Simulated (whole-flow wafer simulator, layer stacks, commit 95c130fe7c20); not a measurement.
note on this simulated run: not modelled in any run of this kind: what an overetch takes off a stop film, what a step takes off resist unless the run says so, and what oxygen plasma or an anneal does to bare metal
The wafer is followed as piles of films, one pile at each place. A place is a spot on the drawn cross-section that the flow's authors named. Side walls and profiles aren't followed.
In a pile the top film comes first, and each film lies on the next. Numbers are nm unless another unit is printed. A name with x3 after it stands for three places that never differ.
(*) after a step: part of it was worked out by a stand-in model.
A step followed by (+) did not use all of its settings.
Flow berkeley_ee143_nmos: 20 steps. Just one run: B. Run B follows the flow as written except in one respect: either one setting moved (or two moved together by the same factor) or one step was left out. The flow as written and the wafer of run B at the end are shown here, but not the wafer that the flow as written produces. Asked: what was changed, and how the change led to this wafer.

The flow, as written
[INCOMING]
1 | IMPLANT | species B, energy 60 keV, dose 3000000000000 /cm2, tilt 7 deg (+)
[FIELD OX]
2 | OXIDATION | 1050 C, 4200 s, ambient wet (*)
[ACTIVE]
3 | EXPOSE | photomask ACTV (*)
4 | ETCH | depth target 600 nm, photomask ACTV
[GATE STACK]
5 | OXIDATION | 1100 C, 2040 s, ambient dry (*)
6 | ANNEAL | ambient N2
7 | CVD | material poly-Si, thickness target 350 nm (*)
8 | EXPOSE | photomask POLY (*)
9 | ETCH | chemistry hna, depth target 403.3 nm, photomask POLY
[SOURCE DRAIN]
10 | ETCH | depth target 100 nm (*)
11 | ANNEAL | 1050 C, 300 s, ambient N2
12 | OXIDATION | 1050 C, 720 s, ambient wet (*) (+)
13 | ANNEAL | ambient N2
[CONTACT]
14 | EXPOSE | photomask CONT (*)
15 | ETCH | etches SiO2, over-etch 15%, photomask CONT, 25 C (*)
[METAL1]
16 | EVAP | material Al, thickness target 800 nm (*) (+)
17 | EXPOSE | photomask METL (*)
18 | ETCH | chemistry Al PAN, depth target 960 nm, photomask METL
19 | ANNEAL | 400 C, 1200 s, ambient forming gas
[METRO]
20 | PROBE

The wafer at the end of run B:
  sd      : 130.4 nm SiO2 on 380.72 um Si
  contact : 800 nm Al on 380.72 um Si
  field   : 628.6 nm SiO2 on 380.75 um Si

The reason: step 9, ETCH: depth target 327.7 nm was run, whereas the flow has depth target 403.3 nm.

The path from the change to this, step by step:
  9 | ETCH | chemistry hna, depth target 403.3 nm, photomask POLY
      sd, contact, field: -327.7 poly-Si (as written it would have been: -350 poly-Si (all of it))
  10 | ETCH | depth target 100 nm (*)
      sd, contact: nothing (as written it would have been: -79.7 SiO2 (all of it))
      field: nothing (as written it would have been: -100 SiO2)
  12 | OXIDATION | 1050 C, 720 s, ambient wet (*) (+)
      sd, contact: -22.3 poly-Si (all of it), +50.7 SiO2 (as written it would have been: +189.4 SiO2 (new film), -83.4 Si)
      field: -22.3 poly-Si (all of it), +50.7 SiO2 (as written it would have been: +69.1 SiO2, -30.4 Si)
  15 | ETCH | etches SiO2, over-etch 15%, photomask CONT, 25 C (*)
      contact: -130.4 SiO2 (all of it) (as written it would have been: -189.4 SiO2 (all of it))
